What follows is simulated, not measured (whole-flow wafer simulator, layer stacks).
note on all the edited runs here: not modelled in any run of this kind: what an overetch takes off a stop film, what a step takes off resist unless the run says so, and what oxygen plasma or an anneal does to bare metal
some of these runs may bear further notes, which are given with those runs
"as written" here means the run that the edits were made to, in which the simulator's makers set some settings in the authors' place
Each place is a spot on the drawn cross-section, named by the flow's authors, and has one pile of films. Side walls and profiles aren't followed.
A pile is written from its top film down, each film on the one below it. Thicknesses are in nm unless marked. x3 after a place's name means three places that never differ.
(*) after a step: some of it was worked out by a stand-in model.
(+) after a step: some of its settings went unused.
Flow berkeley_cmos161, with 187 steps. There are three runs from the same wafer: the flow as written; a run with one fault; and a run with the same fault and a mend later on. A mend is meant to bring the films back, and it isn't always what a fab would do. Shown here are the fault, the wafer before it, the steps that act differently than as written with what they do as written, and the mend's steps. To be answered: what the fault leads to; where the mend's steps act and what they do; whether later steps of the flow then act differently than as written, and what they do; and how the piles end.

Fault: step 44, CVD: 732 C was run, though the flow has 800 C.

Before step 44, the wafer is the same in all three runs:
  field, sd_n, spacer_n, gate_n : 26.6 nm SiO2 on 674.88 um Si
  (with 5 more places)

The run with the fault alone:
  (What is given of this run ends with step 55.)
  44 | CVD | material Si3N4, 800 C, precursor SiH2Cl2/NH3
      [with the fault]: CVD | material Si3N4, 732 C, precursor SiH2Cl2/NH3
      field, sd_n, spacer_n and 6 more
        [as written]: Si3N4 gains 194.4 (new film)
        [with the fault]: Si3N4 gains 73.2 (new film)
  Steps later in the flow that act otherwise than as written:
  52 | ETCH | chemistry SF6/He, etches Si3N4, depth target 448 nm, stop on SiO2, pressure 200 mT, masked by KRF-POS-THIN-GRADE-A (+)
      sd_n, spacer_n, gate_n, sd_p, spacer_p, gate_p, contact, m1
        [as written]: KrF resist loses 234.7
        [with the fault]: KrF resist loses 102.9
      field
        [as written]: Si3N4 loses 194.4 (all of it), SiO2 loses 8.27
        [with the fault]: Si3N4 loses 73.2 (all of it), SiO2 loses 8.27
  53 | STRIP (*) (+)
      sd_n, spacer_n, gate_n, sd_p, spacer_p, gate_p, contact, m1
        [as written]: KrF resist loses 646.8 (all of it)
        [with the fault]: KrF resist loses 778.6 (all of it)
  The piles after step 55 differ from the flow's at sd_n, spacer_n, gate_n, sd_p, spacer_p, gate_p, contact, m1 by more than 2% or 0.5 nm, whichever is larger.
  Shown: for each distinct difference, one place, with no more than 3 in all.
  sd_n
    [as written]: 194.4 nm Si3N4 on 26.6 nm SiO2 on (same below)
    [with the fault]: 73.2 nm Si3N4 on 26.6 nm SiO2 on (same below)

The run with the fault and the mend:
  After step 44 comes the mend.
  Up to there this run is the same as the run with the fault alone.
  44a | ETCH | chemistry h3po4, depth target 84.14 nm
      field, sd_n, spacer_n and 6 more
        Si3N4 loses 73.2 (all of it)
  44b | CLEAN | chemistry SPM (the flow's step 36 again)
      does not change any film at any place that is followed
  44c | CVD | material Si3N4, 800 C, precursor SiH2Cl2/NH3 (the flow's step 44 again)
      field, sd_n, spacer_n and 6 more
        Si3N4 gains 194.4 (new film)
  Every later step of the flow that is run acts as written at every place that is followed.
  The piles end the same as the flow's at every place that both follow.
